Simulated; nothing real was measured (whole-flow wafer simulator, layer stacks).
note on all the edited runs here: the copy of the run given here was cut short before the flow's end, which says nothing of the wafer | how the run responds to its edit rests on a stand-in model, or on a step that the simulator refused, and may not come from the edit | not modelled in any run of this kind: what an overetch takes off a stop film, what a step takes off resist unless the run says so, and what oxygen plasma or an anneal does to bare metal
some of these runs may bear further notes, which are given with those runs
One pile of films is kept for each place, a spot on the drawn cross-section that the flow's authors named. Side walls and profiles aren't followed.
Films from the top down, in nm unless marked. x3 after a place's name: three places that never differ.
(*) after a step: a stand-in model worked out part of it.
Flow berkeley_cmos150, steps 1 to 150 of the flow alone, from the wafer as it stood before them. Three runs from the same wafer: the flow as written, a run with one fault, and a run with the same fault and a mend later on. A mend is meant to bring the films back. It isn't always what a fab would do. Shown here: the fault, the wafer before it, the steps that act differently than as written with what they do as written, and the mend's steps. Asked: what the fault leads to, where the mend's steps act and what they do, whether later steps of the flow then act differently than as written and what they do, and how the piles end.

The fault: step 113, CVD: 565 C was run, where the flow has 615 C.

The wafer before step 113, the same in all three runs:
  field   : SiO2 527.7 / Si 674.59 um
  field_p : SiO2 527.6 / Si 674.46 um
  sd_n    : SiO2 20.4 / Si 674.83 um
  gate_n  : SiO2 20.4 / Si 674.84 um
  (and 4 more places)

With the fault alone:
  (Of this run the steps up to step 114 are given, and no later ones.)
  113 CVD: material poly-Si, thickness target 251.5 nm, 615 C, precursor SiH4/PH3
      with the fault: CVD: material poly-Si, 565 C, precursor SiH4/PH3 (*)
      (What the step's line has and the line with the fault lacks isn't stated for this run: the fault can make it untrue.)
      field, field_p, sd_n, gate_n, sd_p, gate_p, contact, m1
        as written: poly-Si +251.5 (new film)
        with the fault: poly-Si +72.5 (new film)
  No later step of the flow up to step 114 acts differently than as written at any place that is followed.
  After step 114 the piles differ from the flow's by more than 2% or 0.5 nm, whichever is larger, at field, field_p, sd_n, gate_n, sd_p, gate_p, contact, m1.
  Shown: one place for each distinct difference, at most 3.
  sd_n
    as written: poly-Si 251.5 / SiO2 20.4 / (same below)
    with the fault: poly-Si 72.5 / SiO2 20.4 / (same below)
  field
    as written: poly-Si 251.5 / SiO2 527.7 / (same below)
    with the fault: poly-Si 72.5 / SiO2 527.7 / (same below)
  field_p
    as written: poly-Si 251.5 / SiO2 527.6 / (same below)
    with the fault: poly-Si 72.5 / SiO2 527.6 / (same below)

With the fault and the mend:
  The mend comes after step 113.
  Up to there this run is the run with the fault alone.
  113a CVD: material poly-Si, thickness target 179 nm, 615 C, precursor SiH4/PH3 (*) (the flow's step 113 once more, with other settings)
      field, field_p, sd_n, gate_n, sd_p, gate_p, contact, m1
        poly-Si +179
  No later step of the flow acts differently than as written, at any place that is followed, by more than 2% or 0.5 nm, whichever is larger.
  At the end the piles differ from the flow's only slightly at the places that both follow, by at most 2% or 0.5 nm, whichever is larger.
